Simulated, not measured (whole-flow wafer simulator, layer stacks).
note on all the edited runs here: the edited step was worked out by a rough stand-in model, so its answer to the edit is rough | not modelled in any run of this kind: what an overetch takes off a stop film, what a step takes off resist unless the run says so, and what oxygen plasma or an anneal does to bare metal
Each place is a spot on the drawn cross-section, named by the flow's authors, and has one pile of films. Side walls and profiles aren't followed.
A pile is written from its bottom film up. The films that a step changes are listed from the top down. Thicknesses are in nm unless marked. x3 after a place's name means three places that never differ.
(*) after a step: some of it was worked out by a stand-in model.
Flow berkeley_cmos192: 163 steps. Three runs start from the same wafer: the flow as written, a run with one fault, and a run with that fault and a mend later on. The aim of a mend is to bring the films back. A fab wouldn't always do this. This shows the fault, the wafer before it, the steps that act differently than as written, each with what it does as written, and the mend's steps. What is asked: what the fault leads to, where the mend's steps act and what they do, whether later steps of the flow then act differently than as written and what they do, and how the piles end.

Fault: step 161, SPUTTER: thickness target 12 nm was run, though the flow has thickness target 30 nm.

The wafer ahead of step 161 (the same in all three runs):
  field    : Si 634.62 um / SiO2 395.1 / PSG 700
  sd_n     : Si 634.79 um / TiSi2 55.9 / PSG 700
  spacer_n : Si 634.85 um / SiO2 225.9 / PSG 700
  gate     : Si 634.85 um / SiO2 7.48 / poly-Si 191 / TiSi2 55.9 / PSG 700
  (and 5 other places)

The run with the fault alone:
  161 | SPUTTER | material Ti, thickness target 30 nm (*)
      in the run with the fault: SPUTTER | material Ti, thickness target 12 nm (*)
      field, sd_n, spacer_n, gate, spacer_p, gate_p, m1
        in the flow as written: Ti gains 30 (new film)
        in the run with the fault: Ti gains 12 (new film)
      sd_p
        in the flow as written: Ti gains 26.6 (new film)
        in the run with the fault: Ti gains 10.6 (new film)
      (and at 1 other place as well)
  Later steps of the flow that are run all act as written at every place that is followed, up to a difference of at most 2% or 0.5 nm, whichever is larger.
  By the end, the piles at field, sd_n, spacer_n and 6 more depart from the flow's by more than 2% or 0.5 nm, whichever is larger.
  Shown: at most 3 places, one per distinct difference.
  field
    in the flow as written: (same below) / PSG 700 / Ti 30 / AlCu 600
    in the run with the fault: (same below) / PSG 700 / Ti 12 / AlCu 600
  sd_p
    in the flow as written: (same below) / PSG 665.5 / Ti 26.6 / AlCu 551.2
    in the run with the fault: (same below) / PSG 665.5 / Ti 10.6 / AlCu 552.1
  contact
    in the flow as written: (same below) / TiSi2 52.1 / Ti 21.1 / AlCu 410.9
    in the run with the fault: (same below) / TiSi2 52.1 / Ti 8.44 / AlCu 413.8

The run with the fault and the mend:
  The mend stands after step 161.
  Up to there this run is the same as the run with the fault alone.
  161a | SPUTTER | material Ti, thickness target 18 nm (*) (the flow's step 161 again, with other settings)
      field, sd_n, spacer_n, gate, spacer_p, gate_p, m1
        Ti gains 18
      sd_p
        Ti gains 16
      contact
        Ti gains 12.6
  Later steps of the flow that are run all act as written at every place that is followed.
  When the end is reached, the piles differ only a little from the flow's at the places that both follow, at most by 2% or 0.5 nm, whichever is larger.
